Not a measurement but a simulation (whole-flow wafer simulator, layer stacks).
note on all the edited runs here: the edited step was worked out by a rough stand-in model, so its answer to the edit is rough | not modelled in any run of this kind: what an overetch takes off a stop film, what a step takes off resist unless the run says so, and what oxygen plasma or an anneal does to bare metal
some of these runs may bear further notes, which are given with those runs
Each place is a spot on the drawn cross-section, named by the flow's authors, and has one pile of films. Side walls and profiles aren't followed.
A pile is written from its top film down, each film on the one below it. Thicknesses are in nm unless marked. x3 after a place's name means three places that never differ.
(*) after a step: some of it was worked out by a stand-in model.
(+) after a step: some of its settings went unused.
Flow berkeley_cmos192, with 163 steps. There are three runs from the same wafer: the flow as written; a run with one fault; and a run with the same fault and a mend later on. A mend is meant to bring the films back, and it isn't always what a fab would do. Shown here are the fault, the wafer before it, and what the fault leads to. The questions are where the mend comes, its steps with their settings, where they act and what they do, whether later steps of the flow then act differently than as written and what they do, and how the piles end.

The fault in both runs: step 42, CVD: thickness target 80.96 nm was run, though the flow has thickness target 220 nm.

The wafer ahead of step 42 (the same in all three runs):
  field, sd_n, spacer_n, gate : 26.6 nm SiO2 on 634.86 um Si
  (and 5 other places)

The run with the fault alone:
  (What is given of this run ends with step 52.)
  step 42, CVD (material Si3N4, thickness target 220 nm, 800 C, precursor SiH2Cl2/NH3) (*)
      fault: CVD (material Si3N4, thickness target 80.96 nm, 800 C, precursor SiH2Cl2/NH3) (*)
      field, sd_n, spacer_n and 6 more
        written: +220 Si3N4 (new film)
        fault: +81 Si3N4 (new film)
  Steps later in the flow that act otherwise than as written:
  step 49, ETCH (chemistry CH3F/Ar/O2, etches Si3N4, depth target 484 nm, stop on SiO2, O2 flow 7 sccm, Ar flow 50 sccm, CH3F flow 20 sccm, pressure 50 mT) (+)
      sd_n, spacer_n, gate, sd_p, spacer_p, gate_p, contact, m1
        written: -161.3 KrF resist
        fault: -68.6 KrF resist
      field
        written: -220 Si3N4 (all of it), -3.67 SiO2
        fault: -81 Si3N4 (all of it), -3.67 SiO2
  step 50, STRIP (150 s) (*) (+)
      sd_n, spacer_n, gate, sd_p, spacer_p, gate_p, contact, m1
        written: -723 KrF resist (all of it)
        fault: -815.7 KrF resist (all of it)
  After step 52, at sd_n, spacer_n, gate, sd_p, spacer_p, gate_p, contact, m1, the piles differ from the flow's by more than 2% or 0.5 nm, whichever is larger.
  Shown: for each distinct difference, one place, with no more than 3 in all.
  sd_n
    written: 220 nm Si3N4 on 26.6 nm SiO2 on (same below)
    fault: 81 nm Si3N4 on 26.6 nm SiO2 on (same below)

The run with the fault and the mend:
  After step 48 comes the mend.
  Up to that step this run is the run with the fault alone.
  step 48a, STRIP (150 s) (*) (+)
      sd_n, spacer_n, gate, sd_p, spacer_p, gate_p, contact, m1
        -884.4 KrF resist (all of it)
  step 48b, CLEAN (chemistry SPM) (a further turn of the flow's step 34)
      alters no film at any place that is followed
  step 48c, CVD (material Si3N4, thickness target 139 nm, 800 C, precursor SiH2Cl2/NH3) (*) (a further turn of the flow's step 42, with different settings)
      field, sd_n, spacer_n and 6 more
        +139 Si3N4
  step 48d, HMDS (a further turn of the flow's step 43)
      alters no film at any place that is followed
  step 48e, COAT (KrF resist, thickness 900 nm) (a further turn of the flow's step 44)
      field, sd_n, spacer_n and 6 more
        +900 KrF resist (new film)
  step 48f, SOFTBAKE (KrF resist) (a further turn of the flow's step 45)
      alters no film at any place that is followed
  step 48g, EXPOSE (photomask ACTIVE, dose 18 mJ/cm2, NA 0.5, wavelength 248 nm) (*) (a further turn of the flow's step 46)
      alters no film at any place that is followed
  step 48h, PEB (KrF resist, 130 C, 60 s) (a further turn of the flow's step 47)
      field, sd_n, spacer_n and 6 more
        -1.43 KrF resist
  step 48i, DEVELOP (KrF resist, thickness 900 nm, developer developer-D-0.26N, 45 s) (a further turn of the flow's step 48)
      sd_n, spacer_n, gate, sd_p, spacer_p, gate_p, contact, m1
        -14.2 KrF resist
      field
        -898.6 KrF resist (all of it)
  Every later step of the flow that is run acts as written, at every place that is followed, to within 2% or 0.5 nm, whichever is larger.
  The piles end the same as the flow's at every place that both follow.
